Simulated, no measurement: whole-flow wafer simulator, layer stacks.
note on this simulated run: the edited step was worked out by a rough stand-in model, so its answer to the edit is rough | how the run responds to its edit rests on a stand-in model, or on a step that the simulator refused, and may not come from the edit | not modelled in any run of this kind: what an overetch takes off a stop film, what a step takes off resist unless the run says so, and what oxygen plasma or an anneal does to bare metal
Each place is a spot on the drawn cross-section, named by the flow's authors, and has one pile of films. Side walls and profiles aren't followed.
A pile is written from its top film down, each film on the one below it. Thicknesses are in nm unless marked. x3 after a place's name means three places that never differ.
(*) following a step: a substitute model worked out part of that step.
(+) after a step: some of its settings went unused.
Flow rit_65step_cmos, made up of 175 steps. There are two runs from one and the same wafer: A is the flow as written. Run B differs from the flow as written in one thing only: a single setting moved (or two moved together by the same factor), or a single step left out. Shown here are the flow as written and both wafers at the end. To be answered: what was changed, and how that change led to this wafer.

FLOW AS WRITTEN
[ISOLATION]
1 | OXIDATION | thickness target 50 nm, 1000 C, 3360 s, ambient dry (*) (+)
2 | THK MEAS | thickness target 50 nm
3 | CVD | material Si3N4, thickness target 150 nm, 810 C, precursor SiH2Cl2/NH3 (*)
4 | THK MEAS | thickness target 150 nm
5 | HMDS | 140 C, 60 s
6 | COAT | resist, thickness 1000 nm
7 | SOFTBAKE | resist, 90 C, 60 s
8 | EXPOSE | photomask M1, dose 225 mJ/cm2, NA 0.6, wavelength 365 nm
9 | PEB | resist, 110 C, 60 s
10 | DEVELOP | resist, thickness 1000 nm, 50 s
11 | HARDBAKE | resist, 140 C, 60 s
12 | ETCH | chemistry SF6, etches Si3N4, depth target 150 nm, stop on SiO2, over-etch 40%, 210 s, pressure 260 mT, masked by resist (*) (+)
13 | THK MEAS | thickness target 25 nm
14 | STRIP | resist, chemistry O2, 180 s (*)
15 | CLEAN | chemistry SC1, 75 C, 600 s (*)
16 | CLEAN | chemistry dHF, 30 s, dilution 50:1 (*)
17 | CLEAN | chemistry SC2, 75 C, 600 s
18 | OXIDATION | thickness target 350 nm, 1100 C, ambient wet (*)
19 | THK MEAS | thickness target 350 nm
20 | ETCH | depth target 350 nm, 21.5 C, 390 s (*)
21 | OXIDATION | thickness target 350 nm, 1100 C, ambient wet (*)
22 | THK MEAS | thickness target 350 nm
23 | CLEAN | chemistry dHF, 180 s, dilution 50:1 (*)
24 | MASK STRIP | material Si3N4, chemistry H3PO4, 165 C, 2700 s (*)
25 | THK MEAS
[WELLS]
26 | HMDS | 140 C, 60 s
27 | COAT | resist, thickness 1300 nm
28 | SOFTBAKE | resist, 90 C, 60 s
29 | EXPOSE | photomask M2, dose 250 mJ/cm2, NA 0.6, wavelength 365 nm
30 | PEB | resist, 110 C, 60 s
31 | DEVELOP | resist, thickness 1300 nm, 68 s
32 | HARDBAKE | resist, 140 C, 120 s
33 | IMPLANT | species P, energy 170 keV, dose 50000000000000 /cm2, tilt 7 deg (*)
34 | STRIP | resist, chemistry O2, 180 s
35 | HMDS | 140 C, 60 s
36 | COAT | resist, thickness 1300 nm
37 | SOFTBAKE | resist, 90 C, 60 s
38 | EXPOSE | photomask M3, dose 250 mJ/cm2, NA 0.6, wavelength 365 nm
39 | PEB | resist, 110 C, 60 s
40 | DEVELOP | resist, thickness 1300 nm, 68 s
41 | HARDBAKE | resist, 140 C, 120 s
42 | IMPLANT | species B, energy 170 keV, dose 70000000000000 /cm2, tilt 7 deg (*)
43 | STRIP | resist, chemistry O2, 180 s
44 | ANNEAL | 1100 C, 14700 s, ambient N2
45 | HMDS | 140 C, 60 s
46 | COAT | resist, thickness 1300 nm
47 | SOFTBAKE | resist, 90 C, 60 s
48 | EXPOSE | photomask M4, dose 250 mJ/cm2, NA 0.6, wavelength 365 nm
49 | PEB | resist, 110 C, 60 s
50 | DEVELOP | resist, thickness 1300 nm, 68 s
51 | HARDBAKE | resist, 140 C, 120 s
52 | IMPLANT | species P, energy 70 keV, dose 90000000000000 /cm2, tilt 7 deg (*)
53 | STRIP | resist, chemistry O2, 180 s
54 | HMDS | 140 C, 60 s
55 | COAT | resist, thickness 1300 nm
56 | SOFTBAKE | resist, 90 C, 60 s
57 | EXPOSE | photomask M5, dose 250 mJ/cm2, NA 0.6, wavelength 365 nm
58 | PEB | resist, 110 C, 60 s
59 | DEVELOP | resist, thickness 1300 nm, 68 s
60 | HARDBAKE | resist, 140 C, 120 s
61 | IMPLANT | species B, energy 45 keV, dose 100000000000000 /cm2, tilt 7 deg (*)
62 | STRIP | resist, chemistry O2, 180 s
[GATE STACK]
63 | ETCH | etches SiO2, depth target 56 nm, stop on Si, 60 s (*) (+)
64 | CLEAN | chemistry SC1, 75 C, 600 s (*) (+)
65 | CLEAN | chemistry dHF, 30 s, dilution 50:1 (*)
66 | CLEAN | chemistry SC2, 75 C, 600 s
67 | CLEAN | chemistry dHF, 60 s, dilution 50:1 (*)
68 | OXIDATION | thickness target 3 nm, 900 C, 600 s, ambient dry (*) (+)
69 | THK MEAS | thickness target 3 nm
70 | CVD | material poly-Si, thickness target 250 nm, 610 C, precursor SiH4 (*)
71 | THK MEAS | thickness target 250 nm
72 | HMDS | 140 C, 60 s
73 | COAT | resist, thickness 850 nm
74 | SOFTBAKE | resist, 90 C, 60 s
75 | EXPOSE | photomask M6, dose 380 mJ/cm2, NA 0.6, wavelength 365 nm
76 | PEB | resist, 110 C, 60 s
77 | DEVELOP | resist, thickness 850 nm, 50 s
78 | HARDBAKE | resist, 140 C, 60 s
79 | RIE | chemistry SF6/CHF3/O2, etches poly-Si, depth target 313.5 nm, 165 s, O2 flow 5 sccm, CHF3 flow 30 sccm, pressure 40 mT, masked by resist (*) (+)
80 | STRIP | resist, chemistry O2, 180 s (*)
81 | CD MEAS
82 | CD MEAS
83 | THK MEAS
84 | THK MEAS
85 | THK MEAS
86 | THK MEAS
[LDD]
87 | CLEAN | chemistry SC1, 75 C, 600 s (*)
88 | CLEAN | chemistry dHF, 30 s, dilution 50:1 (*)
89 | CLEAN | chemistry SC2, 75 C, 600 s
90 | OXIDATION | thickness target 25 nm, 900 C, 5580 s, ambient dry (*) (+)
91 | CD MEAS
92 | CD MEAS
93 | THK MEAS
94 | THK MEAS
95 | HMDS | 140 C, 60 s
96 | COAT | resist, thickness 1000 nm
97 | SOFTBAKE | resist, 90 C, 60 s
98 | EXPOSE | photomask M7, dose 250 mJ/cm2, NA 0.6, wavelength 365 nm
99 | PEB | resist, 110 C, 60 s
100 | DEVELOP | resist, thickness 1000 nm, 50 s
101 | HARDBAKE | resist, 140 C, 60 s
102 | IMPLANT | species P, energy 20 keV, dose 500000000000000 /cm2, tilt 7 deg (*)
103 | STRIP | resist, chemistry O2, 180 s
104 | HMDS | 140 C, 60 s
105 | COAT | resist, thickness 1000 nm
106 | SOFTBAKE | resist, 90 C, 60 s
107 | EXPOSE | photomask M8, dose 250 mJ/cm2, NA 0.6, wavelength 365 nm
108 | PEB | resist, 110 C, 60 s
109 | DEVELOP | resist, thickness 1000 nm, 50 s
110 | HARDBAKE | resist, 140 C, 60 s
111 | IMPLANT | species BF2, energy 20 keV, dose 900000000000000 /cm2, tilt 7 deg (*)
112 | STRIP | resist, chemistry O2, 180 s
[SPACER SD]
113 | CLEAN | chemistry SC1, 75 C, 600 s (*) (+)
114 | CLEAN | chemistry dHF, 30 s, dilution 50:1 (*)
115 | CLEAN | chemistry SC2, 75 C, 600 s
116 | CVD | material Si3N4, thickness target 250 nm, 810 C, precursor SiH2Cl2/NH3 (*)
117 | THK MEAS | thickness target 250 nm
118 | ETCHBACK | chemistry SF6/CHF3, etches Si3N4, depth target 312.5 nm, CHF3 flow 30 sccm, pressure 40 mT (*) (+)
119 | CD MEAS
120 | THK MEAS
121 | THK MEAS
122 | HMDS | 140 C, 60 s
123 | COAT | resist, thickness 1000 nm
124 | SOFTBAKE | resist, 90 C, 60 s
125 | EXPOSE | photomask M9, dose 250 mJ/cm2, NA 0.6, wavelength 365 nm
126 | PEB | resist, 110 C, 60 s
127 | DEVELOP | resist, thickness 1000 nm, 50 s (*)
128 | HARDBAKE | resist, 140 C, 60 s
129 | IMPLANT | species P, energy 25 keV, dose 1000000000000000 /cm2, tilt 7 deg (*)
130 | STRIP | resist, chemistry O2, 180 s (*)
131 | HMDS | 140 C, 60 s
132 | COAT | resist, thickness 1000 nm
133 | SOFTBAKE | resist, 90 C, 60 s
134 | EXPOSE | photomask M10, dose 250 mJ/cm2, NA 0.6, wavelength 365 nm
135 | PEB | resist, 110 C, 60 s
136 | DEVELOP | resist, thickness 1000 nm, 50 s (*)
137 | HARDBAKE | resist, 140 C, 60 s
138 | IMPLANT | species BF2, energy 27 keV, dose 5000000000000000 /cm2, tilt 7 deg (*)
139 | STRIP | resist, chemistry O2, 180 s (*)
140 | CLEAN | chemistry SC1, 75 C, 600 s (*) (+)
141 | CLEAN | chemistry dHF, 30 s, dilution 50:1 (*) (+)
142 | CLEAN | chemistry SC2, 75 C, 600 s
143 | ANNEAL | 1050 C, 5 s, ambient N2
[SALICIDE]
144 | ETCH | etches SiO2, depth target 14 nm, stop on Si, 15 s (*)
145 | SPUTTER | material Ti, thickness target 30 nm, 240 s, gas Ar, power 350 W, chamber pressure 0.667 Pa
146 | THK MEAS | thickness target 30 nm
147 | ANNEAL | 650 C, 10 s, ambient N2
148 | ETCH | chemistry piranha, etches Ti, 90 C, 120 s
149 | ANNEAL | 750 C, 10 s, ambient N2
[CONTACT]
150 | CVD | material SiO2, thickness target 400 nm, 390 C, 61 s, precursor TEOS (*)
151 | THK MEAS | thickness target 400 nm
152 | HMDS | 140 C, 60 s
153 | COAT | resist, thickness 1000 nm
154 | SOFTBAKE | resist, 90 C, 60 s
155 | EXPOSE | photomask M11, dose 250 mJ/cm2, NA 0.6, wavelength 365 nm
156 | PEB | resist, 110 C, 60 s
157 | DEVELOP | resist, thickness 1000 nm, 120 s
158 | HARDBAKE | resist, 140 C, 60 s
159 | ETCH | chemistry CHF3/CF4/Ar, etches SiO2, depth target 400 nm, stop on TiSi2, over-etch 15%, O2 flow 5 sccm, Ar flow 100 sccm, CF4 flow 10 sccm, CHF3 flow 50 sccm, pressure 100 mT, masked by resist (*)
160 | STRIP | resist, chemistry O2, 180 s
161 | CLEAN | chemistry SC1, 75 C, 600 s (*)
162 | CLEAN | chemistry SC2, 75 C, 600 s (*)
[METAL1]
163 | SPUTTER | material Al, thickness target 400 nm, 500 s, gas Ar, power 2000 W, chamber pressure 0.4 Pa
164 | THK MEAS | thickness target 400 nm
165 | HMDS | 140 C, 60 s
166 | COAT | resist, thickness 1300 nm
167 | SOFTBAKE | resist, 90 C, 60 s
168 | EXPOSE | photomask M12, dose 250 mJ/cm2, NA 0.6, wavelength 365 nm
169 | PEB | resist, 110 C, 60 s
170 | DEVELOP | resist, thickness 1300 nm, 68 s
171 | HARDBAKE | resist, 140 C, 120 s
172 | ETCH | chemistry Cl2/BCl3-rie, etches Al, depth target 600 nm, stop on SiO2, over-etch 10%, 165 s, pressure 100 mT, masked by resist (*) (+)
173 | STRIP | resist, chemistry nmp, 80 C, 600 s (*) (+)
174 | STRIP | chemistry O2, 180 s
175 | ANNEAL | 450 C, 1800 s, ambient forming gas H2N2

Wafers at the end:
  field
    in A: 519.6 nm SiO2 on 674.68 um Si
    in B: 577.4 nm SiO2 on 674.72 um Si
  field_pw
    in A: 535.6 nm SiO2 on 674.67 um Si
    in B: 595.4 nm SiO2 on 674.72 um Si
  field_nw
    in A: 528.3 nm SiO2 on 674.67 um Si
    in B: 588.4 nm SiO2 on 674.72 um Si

Cause: step 20, ETCH: 195 s was run, whereas the flow has 390 s.

Step by step, how the change led to this:
  20 | ETCH | depth target 350 nm, 21.5 C, 390 s (*)
      field, field_p: A SiO2 loses 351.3 (all of it), Si loses 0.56 | B SiO2 loses 190.4
      field_pw, field_nw: A SiO2 loses 355.4 (all of it), Si loses 0.49 | B SiO2 loses 190.4
      (as well as at 10 more places)
  21 | OXIDATION | thickness target 350 nm, 1100 C, ambient wet (*)
      field, field_p: A SiO2 gains 350 (new film), Si loses 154 | B SiO2 gains 247.8, Si loses 109
      field_pw, field_nw: A SiO2 gains 350 (new film), Si loses 154 | B SiO2 gains 245.8, Si loses 108.2
  27 | COAT | resist, thickness 1300 nm
      field_pw, field_nw: A resist gains 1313 (new film) | B resist gains 1254.6 (new film)
      field: A resist gains 1315.7 (new film) | B resist gains 1239.3 (new film)
      (as well as at 1 more place)
  30 | PEB | resist, 110 C, 60 s
      field, field_p: A resist loses 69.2 | B resist loses 65.2
      field_pw, field_nw: A resist loses 69.1 | B resist loses 66
  31 | DEVELOP | resist, thickness 1300 nm, 68 s
      field_nw: A resist loses 1243.9 (all of it) | B resist loses 1188.6 (all of it)
      field_p: A resist loses 1246.4 (all of it) | B resist loses 1174.3 (all of it)
  32 | HARDBAKE | resist, 140 C, 120 s
      field: A resist loses 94 | B resist loses 88.5
      field_pw: A resist loses 93.8 | B resist loses 89.6
  34 | STRIP | resist, chemistry O2, 180 s
      field: A resist loses 1152.5 (all of it) | B resist loses 1085.6 (all of it)
      field_pw: A resist loses 1150.2 (all of it) | B resist loses 1099 (all of it)
  36 | COAT | resist, thickness 1300 nm
      field_pw, field_nw: A resist gains 1313 (new film) | B resist gains 1254.6 (new film)
      field: A resist gains 1315.7 (new film) | B resist gains 1239.3 (new film)
      (as well as at 1 more place)
  39 | PEB | resist, 110 C, 60 s
      field, field_p: A resist loses 69.2 | B resist loses 65.2
      field_pw, field_nw: A resist loses 69.1 | B resist loses 66
  40 | DEVELOP | resist, thickness 1300 nm, 68 s
      field: A resist loses 1246.5 (all of it) | B resist loses 1174.1 (all of it)
      field_pw: A resist loses 1243.9 (all of it) | B resist loses 1188.6 (all of it)
  41 | HARDBAKE | resist, 140 C, 120 s
      field_nw: A resist loses 93.8 | B resist loses 89.6
      field_p: A resist loses 94 | B resist loses 88.5
  43 | STRIP | resist, chemistry O2, 180 s
      field_nw: A resist loses 1150.2 (all of it) | B resist loses 1099 (all of it)
      field_p: A resist loses 1152.5 (all of it) | B resist loses 1085.8 (all of it)
  46 | COAT | resist, thickness 1300 nm
      field_pw, field_nw: A resist gains 1313 (new film) | B resist gains 1254.6 (new film)
      field: A resist gains 1315.7 (new film) | B resist gains 1239.3 (new film)
      (as well as at 1 more place)
  49 | PEB | resist, 110 C, 60 s
      field, field_p: A resist loses 69.2 | B resist loses 65.2
      field_pw, field_nw: A resist loses 69.1 | B resist loses 66
  50 | DEVELOP | resist, thickness 1300 nm, 68 s
      field_nw: A resist loses 1243.9 (all of it) | B resist loses 1188.6 (all of it)
      field_p: A resist loses 1246.4 (all of it) | B resist loses 1174.3 (all of it)
  51 | HARDBAKE | resist, 140 C, 120 s
      field: A resist loses 94 | B resist loses 88.5
      field_pw: A resist loses 93.8 | B resist loses 89.6
  ... another 36 steps ...
  170 | DEVELOP | resist, thickness 1300 nm, 68 s
      field: A resist loses 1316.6 (all of it) | B resist loses 1239.5 (all of it)
      field_pw: A resist loses 1285.5 (all of it) | B resist loses 1228.6 (all of it)
      (as well as at 2 more places)
